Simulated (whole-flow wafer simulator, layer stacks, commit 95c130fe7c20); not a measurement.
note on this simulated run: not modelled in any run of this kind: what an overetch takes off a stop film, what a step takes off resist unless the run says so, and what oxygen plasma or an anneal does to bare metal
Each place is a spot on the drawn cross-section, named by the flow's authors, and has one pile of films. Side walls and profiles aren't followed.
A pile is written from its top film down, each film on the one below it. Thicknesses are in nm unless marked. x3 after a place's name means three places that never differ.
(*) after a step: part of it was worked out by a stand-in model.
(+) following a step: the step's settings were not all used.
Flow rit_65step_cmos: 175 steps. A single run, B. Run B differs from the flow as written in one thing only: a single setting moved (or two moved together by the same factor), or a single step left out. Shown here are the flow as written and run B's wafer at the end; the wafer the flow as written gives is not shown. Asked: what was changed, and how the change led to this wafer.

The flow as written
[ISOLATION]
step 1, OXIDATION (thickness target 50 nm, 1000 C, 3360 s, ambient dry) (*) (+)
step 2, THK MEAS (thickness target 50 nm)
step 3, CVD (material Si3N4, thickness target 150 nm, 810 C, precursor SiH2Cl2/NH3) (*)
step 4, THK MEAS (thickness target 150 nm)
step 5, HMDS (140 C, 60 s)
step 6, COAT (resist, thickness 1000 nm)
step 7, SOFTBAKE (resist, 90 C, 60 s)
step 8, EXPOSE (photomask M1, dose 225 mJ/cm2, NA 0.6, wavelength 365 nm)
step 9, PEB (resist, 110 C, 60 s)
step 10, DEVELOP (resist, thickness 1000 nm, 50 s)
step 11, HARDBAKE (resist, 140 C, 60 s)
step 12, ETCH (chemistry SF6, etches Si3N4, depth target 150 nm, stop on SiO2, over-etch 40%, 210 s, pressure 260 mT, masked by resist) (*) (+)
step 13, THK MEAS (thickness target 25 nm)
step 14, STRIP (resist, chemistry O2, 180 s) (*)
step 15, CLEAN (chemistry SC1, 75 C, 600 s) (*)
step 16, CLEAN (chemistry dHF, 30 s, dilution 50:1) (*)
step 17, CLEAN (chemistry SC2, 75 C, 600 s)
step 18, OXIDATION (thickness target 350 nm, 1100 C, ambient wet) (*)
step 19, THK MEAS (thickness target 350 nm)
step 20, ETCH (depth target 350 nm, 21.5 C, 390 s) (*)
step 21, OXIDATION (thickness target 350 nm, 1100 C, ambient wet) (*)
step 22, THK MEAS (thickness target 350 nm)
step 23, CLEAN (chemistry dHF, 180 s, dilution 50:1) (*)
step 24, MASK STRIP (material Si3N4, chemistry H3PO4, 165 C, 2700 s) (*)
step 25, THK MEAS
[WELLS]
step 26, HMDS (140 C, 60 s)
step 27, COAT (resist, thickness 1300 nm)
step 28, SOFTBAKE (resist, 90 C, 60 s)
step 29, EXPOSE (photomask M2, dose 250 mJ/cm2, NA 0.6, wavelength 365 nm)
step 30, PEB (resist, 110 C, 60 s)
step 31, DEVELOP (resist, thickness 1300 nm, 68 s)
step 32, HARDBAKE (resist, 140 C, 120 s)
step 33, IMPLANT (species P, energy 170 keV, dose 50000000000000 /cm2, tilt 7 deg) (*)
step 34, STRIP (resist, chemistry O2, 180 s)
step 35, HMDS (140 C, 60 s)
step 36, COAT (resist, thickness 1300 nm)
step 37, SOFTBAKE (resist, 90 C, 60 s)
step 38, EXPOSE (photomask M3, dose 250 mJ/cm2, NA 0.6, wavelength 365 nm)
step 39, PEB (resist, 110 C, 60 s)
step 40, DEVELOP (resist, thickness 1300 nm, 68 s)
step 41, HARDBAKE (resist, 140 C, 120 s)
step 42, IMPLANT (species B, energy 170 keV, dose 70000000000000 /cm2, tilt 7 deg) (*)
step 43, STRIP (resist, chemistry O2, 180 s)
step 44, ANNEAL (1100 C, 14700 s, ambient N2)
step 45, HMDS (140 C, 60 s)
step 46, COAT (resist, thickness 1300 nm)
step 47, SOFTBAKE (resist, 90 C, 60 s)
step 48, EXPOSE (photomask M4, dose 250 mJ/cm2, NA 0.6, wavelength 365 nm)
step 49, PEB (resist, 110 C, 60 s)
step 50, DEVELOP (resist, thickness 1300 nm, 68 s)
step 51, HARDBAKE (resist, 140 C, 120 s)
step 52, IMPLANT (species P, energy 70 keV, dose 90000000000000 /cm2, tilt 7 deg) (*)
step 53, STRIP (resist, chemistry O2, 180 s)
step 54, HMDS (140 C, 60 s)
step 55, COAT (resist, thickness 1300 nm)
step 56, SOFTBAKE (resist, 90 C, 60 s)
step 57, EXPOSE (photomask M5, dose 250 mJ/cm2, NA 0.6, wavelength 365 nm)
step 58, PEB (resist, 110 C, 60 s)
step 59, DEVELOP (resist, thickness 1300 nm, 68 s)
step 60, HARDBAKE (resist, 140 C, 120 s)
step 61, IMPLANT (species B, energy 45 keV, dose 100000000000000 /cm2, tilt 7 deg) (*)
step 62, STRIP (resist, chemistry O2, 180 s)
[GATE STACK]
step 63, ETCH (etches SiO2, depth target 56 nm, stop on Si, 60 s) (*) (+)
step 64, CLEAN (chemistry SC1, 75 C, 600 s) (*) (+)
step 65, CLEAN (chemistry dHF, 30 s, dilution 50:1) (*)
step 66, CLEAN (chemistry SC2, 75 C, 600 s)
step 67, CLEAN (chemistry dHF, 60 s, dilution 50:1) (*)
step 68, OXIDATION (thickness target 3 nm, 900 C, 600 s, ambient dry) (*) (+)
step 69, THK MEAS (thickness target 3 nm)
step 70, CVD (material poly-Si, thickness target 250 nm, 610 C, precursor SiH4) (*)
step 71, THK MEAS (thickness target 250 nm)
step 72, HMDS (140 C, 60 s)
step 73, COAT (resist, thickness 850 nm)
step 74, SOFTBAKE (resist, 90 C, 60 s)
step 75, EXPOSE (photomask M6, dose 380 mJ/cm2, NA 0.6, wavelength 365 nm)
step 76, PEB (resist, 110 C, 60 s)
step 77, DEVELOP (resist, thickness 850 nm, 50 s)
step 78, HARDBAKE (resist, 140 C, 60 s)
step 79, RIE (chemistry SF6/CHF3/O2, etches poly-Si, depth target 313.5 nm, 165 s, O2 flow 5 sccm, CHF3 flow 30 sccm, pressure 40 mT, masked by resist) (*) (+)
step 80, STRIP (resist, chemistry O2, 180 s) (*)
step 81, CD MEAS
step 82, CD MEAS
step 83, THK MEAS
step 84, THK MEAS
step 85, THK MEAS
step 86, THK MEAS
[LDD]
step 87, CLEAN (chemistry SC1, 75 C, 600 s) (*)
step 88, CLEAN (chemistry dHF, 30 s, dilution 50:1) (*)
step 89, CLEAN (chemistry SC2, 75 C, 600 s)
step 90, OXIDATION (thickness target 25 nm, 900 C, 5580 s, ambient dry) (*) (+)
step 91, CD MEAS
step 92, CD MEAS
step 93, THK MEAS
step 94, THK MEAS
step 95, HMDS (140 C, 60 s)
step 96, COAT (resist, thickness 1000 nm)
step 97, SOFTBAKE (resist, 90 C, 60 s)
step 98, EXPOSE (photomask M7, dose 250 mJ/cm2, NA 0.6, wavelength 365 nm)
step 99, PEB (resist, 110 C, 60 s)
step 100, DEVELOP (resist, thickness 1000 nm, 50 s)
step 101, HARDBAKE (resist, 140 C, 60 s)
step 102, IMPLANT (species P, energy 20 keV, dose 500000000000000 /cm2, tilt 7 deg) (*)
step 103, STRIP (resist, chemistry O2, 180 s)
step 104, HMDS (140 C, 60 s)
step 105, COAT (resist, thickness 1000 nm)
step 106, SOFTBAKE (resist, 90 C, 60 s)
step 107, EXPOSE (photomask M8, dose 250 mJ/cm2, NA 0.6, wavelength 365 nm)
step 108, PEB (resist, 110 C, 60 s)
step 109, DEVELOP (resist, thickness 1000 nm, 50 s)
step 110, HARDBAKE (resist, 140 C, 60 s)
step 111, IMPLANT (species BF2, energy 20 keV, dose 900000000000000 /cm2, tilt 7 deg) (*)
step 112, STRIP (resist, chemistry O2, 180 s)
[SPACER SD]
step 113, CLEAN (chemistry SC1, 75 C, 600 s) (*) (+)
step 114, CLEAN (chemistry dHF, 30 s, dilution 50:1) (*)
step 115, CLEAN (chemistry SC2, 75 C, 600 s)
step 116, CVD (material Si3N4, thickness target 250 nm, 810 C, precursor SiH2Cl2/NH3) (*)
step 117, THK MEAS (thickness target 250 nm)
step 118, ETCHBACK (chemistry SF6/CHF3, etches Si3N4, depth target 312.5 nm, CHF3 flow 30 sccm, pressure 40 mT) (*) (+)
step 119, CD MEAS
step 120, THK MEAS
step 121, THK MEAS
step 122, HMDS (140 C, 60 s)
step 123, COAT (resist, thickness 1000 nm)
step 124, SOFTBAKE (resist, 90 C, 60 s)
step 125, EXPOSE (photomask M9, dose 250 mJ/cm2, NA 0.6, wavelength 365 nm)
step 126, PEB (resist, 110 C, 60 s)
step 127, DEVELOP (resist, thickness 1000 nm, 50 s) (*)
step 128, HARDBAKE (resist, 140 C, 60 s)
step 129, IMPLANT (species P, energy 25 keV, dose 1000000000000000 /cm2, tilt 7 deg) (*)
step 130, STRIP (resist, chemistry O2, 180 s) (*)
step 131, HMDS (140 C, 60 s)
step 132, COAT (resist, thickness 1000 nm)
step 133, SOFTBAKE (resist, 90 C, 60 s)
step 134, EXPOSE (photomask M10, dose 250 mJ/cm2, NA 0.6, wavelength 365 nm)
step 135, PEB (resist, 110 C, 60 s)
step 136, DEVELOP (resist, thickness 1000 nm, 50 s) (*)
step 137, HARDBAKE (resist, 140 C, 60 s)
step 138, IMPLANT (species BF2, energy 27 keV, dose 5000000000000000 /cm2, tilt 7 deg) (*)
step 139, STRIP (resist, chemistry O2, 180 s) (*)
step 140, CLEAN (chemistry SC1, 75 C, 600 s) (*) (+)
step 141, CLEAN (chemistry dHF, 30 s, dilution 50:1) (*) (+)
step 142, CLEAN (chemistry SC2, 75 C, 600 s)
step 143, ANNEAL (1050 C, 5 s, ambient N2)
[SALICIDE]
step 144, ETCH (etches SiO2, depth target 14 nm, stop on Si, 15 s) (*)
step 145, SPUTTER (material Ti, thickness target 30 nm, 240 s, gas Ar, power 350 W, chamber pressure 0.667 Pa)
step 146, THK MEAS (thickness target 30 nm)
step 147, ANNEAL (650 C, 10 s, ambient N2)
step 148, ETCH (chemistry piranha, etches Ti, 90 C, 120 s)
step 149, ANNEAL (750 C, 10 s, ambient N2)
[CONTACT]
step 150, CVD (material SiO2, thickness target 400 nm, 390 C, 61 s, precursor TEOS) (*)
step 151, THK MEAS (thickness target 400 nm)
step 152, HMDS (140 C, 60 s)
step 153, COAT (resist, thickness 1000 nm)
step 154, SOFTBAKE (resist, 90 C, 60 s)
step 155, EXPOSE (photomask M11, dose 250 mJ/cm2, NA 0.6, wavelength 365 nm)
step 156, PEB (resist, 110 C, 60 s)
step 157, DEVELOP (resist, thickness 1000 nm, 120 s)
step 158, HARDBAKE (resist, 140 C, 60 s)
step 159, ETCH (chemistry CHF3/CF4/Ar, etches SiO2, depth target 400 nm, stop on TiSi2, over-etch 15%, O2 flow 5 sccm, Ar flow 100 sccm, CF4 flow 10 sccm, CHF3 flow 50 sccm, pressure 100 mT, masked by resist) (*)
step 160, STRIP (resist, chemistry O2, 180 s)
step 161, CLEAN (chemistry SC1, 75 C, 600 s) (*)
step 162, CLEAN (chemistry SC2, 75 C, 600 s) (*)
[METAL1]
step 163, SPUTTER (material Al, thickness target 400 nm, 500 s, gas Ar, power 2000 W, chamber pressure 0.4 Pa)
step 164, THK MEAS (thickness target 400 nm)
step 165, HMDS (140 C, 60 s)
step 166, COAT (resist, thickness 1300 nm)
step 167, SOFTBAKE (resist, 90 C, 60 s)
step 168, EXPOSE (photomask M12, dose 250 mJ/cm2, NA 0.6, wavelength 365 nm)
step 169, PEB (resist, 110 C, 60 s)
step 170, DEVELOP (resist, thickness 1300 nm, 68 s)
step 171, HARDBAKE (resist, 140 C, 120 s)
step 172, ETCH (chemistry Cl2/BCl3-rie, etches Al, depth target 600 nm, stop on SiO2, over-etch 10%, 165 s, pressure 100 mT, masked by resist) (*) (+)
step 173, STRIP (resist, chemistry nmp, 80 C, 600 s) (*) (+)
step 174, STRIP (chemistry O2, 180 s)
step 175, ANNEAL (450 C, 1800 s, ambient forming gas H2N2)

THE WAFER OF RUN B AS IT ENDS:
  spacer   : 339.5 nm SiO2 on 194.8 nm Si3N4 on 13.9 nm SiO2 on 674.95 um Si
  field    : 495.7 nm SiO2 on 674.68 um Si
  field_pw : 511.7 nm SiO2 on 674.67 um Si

Cause: step 163, SPUTTER: thickness target 209 nm was run, while the flow as written has thickness target 400 nm; step 163, SPUTTER: 262 s was run, where the flow has 500 s.

How this came from the change, step by step:
  step 163, SPUTTER (material Al, thickness target 400 nm, 500 s, gas Ar, power 2000 W, chamber pressure 0.4 Pa)
      field, field_p, spacer, spacer_p: +209 Al (new film) (it would be, as written: +400 Al (new film))
      gate_n, gate_p: +209 Al (new film) (it would be, as written: +396 Al (new film))
      (also at 2 further places)
  step 172, ETCH (chemistry Cl2/BCl3-rie, etches Al, depth target 600 nm, stop on SiO2, over-etch 10%, 165 s, pressure 100 mT, masked by resist) (*) (+)
      field, field_p, spacer, spacer_p: -209 Al (all of it), -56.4 SiO2 (it would be, as written: -400 Al (all of it), -32.5 SiO2)
      gate_n, gate_p: -209 Al (all of it), -56.4 SiO2 (it would be, as written: -396 Al (all of it), -33 SiO2)
      (also at 2 further places)
